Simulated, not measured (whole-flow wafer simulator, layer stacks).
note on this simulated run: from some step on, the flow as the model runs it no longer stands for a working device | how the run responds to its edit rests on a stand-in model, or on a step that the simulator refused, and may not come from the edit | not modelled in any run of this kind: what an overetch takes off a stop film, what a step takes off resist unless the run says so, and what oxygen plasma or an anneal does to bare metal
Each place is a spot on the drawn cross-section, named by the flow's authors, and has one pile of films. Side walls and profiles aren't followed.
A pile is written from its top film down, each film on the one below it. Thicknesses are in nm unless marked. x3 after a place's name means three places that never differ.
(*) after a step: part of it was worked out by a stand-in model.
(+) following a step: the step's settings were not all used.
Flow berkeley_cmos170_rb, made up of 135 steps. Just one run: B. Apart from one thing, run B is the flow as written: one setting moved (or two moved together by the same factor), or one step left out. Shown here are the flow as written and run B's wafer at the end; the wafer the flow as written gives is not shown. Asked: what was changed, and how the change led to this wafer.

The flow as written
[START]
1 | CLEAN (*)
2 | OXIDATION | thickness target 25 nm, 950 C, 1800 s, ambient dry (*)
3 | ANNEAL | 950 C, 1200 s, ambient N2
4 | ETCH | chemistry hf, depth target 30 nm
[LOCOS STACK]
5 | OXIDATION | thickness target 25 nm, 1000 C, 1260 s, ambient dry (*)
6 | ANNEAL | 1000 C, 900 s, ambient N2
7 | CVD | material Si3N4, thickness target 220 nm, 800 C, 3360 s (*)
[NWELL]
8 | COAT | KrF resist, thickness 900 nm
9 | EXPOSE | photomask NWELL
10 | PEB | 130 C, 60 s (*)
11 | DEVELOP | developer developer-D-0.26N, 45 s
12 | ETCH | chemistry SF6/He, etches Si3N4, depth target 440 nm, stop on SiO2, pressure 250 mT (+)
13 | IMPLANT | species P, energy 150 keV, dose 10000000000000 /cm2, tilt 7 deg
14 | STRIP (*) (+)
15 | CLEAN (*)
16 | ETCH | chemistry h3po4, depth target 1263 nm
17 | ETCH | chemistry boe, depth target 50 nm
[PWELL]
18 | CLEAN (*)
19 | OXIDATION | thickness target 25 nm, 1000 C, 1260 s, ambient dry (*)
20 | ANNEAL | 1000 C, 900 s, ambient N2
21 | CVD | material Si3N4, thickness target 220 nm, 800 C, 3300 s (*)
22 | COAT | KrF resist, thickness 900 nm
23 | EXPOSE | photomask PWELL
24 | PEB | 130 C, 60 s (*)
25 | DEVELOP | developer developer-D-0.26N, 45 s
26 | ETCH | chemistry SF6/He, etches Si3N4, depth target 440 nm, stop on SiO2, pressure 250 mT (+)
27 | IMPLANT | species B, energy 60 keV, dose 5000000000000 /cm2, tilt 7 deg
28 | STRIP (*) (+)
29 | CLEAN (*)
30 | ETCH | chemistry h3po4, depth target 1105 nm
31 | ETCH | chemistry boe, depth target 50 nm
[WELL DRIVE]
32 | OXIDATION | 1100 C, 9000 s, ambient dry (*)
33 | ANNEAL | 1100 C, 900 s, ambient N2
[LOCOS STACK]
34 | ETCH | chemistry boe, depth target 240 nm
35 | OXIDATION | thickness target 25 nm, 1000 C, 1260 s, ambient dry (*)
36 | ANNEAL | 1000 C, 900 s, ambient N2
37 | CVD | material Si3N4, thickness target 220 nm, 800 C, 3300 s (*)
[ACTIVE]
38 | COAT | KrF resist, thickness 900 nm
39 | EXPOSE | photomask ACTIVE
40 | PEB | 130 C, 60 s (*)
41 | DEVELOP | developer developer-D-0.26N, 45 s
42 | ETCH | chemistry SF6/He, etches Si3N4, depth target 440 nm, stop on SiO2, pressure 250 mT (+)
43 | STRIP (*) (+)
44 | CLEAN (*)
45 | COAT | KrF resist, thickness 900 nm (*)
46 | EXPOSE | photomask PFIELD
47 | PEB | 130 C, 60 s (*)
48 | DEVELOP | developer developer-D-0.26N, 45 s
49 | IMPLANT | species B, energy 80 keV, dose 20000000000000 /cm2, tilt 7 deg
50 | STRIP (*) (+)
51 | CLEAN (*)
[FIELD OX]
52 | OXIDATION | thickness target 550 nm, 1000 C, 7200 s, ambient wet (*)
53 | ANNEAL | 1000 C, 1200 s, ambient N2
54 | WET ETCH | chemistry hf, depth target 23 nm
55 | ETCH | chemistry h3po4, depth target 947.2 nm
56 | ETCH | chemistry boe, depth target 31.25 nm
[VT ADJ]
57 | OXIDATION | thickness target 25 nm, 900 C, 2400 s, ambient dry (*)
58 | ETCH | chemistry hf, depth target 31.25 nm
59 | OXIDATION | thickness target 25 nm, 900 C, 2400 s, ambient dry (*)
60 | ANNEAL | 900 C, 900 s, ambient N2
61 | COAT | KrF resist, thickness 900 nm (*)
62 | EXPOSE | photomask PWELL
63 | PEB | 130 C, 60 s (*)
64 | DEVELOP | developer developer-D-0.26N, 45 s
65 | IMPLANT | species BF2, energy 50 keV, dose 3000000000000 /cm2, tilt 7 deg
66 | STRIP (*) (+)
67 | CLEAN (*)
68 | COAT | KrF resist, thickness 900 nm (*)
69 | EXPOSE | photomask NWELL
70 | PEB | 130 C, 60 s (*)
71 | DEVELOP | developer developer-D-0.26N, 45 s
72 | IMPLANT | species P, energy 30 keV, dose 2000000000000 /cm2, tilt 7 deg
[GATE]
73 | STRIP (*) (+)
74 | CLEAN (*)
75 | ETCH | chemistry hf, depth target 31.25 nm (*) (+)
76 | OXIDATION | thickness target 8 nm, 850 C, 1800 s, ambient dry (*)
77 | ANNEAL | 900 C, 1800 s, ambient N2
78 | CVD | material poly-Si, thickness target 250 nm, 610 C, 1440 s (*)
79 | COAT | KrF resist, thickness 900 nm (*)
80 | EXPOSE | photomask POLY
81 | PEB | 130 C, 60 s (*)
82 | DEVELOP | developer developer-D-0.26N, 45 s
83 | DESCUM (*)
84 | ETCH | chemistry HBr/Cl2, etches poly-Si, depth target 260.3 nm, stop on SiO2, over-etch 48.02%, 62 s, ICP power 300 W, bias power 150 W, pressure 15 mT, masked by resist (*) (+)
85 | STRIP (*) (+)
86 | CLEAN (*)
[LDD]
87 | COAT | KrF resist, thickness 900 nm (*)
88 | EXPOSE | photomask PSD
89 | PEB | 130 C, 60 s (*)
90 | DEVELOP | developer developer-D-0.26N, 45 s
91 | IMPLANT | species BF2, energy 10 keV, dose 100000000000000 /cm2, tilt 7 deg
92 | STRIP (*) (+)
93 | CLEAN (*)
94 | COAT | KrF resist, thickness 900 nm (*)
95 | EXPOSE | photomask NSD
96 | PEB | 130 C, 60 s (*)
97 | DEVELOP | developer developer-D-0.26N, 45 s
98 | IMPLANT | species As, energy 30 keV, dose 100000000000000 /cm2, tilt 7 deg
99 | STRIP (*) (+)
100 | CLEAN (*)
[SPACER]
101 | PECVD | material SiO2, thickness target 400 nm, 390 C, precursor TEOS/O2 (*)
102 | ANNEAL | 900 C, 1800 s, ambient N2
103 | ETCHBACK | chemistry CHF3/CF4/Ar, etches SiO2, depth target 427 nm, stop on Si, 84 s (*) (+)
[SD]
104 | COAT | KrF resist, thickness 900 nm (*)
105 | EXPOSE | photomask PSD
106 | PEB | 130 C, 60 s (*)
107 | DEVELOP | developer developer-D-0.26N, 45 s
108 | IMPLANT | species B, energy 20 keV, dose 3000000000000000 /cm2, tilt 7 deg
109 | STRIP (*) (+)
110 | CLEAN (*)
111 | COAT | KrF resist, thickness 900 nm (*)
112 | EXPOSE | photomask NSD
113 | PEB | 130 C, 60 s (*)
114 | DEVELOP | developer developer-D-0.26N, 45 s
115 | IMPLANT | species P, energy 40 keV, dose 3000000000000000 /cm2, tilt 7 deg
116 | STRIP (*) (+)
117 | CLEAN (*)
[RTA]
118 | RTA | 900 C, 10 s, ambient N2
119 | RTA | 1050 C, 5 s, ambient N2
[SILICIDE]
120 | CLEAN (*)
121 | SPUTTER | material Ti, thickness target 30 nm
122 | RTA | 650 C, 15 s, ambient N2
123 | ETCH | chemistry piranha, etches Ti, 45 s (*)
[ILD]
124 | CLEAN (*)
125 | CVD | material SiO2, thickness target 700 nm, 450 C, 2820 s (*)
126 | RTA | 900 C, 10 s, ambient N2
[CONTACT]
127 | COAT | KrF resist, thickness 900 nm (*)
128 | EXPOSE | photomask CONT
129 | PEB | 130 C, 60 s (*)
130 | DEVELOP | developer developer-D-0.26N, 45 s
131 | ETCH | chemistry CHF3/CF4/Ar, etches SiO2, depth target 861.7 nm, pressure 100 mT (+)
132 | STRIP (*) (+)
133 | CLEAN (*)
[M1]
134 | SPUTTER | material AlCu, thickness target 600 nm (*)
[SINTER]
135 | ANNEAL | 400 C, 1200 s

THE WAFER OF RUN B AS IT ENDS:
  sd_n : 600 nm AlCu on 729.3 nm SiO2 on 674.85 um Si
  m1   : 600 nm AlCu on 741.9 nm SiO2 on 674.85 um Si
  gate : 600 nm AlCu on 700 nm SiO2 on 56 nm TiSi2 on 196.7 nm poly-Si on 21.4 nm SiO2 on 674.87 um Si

Cause: step 34, ETCH: depth target 114 nm was run, while the flow as written has depth target 240 nm.

Step by step, how the change led to this:
  34 | ETCH | chemistry boe, depth target 240 nm
      field, sd_n, spacer_n and 6 more: SiO2 loses 114 (it would be, as written: SiO2 loses 197.6 (all of it))
  35 | OXIDATION | thickness target 25 nm, 1000 C, 1260 s, ambient dry (*)
      field, sd_n, spacer_n and 6 more: SiO2 gains 12.5, Si loses 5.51 (it would be, as written: SiO2 gains 26.6 (new film), Si loses 11.7)
  52 | OXIDATION | thickness target 550 nm, 1000 C, 7200 s, ambient wet (*)
      spacer_n: SiO2 gains 12.9 (new film), Si3N4 loses 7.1, SiO2 gains 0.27, Si loses 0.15 (it would be, as written: SiO2 gains 12.9 (new film), Si3N4 loses 7.1)
      spacer_p: SiO2 gains 12.9 (new film), Si3N4 loses 7.1, SiO2 gains 0.17, Si loses 0.08 (it would be, as written: SiO2 gains 12.9 (new film), Si3N4 loses 7.1)
      (as well as at 6 more places)
  56 | ETCH | chemistry boe, depth target 31.25 nm
      spacer_n, gate, sd_p, spacer_p, gate_p, contact: SiO2 loses 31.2 (it would be, as written: SiO2 loses 26.6 (all of it))
      sd_n: SiO2 loses 31.3 (it would be, as written: SiO2 loses 28.8 (all of it))
      (as well as at 1 more place)
  57 | OXIDATION | thickness target 25 nm, 900 C, 2400 s, ambient dry (*)
      gate, spacer_p, gate_p: SiO2 gains 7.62, Si loses 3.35 (it would be, as written: SiO2 gains 15 (new film), Si loses 6.62)
      sd_n: SiO2 gains 4.28, Si loses 1.88 (it would be, as written: SiO2 gains 15 (new film), Si loses 6.62)
      (as well as at 4 more places)
  58 | ETCH | chemistry hf, depth target 31.25 nm
      sd_n, gate, spacer_p, m1: SiO2 loses 31.2 (it would be, as written: SiO2 loses 15 (all of it))
      spacer_n, sd_p, gate_p, contact: SiO2 loses 31.3 (it would be, as written: SiO2 loses 15 (all of it))
  59 | OXIDATION | thickness target 25 nm, 900 C, 2400 s, ambient dry (*)
      gate, spacer_p, gate_p: SiO2 gains 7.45, Si loses 3.28 (it would be, as written: SiO2 gains 15 (new film), Si loses 6.62)
      sd_n: SiO2 gains 6.7, Si loses 2.95 (it would be, as written: SiO2 gains 15 (new film), Si loses 6.62)
      (as well as at 4 more places)
  75 | ETCH | chemistry hf, depth target 31.25 nm (*) (+)
      spacer_n, gate, spacer_p, gate_p, m1: SiO2 loses 31.2 (it would be, as written: SiO2 loses 15 (all of it))
      sd_n, sd_p, contact: SiO2 loses 31.3 (it would be, as written: SiO2 loses 15 (all of it))
  76 | OXIDATION | thickness target 8 nm, 850 C, 1800 s, ambient dry (*)
      spacer_n, gate, spacer_p, gate_p: SiO2 gains 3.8, Si loses 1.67 (it would be, as written: SiO2 gains 7.53 (new film), Si loses 3.31)
      sd_n: SiO2 gains 3.06, Si loses 1.35 (it would be, as written: SiO2 gains 7.53 (new film), Si loses 3.31)
      (as well as at 3 more places)
  85 | STRIP (*) (+)
      gate: KrF resist loses 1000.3 (all of it) (it would be, as written: KrF resist loses 980 (all of it))
      gate_p: KrF resist loses 1000.3 (all of it) (it would be, as written: KrF resist loses 979.9 (all of it))
  87 | COAT | KrF resist, thickness 900 nm (*)
      gate: KrF resist gains 722.2 (new film) (it would be, as written: KrF resist gains 706 (new film))
  92 | STRIP (*) (+)
      gate: KrF resist loses 708 (all of it) (it would be, as written: KrF resist loses 691.8 (all of it))
  94 | COAT | KrF resist, thickness 900 nm (*)
      gate: KrF resist gains 722.2 (new film) (it would be, as written: KrF resist gains 706 (new film))
  97 | DEVELOP | developer developer-D-0.26N, 45 s
      gate: KrF resist loses 722.2 (all of it) (it would be, as written: KrF resist loses 706 (all of it))
  99 | STRIP (*) (+)
      gate_p: KrF resist loses 706.5 (all of it) (it would be, as written: KrF resist loses 692.1 (all of it))
  103 | ETCHBACK | chemistry CHF3/CF4/Ar, etches SiO2, depth target 427 nm, stop on Si, 84 s (*) (+)
      sd_n, m1: SiO2 loses 427 (it would be, as written: SiO2 loses 406.1 (all of it))
      sd_p: SiO2 loses 417.6 (all of it) (it would be, as written: SiO2 loses 388.4 (all of it))
      (as well as at 1 more place)
  ... 11 other steps ...
  134 | SPUTTER | material AlCu, thickness target 600 nm (*)
      sd_p: AlCu gains 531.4 (new film) (it would be, as written: AlCu gains 545.9 (new film))
